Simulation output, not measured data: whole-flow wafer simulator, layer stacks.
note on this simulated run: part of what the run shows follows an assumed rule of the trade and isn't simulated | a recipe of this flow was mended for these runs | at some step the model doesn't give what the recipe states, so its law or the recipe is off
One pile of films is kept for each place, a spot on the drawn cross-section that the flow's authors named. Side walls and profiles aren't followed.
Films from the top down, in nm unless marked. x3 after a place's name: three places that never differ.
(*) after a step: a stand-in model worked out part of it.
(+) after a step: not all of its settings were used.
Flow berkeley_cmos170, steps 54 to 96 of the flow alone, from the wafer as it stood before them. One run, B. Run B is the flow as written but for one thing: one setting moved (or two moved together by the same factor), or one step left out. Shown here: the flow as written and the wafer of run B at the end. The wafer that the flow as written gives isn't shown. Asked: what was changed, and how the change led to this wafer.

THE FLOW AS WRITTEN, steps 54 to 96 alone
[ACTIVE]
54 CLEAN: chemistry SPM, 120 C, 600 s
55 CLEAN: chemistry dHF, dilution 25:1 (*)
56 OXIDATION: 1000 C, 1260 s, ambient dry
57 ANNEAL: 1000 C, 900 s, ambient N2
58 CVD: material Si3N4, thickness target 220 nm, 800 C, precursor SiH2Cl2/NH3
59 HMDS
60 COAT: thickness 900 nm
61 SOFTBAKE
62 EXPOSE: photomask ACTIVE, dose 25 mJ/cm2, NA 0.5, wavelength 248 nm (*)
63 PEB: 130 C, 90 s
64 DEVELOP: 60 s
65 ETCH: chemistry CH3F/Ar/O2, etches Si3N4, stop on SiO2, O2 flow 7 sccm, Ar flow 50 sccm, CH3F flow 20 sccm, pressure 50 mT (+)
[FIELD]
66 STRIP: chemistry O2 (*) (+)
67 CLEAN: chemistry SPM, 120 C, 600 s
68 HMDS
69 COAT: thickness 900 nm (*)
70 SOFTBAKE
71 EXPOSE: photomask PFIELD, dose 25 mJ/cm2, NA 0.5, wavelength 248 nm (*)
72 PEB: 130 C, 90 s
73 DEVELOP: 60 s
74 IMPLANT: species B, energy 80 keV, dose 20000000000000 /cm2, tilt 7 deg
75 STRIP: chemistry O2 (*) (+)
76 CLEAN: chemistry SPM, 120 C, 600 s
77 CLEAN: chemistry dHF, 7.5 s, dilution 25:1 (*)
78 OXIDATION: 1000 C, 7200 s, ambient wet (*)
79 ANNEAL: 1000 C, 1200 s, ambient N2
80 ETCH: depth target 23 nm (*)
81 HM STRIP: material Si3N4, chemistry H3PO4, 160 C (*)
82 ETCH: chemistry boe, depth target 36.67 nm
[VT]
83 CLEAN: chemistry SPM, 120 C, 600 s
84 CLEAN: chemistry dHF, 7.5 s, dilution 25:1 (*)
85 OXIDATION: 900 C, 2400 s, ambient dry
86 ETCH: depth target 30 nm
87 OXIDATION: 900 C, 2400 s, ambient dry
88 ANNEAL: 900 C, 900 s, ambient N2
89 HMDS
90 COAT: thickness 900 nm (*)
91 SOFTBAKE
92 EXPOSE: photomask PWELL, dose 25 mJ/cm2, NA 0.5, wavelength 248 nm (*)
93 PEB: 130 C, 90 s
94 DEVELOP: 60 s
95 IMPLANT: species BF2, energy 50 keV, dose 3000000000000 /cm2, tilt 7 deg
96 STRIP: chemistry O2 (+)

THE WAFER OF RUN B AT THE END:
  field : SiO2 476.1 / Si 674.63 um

The cause: step 82, ETCH: depth target 18.33 nm was run, where the flow has depth target 36.67 nm.

How the change led to this, step by step:
  82 ETCH: chemistry boe, depth target 36.67 nm
      field: SiO2 -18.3 (as written it would be: SiO2 -36.7)
